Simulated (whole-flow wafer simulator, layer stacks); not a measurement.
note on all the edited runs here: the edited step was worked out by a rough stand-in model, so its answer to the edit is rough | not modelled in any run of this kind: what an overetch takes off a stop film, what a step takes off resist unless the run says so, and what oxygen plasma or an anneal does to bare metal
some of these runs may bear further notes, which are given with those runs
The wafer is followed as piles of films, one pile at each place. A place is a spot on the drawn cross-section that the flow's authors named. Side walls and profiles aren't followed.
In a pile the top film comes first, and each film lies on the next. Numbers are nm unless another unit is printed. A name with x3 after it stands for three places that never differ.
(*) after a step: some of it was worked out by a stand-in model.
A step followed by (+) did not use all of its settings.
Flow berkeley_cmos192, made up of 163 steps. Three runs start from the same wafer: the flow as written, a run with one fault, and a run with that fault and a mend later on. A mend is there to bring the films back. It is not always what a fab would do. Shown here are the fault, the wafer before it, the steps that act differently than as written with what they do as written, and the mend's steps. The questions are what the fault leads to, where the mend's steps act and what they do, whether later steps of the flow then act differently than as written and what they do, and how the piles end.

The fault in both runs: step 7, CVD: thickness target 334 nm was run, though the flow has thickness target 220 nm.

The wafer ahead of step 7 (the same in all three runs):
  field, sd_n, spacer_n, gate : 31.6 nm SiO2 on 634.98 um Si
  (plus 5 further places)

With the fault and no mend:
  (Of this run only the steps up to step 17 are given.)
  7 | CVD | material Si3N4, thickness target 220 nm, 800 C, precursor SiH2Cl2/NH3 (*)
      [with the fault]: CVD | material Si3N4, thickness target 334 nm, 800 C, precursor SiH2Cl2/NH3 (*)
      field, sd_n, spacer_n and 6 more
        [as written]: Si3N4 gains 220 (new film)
        [with the fault]: Si3N4 gains 334 (new film)
  Later steps of the flow acting differently than as written:
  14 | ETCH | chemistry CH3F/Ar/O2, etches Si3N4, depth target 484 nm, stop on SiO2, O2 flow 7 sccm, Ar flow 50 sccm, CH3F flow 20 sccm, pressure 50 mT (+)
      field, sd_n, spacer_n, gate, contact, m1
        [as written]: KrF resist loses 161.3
        [with the fault]: KrF resist loses 237.3
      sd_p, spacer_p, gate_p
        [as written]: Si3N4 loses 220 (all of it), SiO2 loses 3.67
        [with the fault]: Si3N4 loses 334 (all of it), SiO2 loses 3.67
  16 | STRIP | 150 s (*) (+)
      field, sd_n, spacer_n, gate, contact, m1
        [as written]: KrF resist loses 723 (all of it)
        [with the fault]: KrF resist loses 647 (all of it)
  After step 17, at field, sd_n, spacer_n, gate, contact, m1, the piles differ from the flow's by more than 2% or 0.5 nm, whichever is larger.
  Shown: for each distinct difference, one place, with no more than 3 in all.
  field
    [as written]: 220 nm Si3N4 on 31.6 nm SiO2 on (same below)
    [with the fault]: 334 nm Si3N4 on 31.6 nm SiO2 on (same below)

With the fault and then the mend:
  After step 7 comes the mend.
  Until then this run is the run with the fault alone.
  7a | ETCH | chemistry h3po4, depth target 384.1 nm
      field, sd_n, spacer_n and 6 more
        Si3N4 loses 334 (all of it)
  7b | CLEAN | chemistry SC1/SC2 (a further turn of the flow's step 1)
      does not change any film at any place that is followed
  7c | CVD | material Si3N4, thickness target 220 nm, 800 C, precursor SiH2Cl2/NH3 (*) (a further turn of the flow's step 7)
      field, sd_n, spacer_n and 6 more
        Si3N4 gains 220 (new film)
  None of the later steps of the flow acts differently than as written at any place that is followed.
  At every place that both follow, the piles at the end match the flow's.
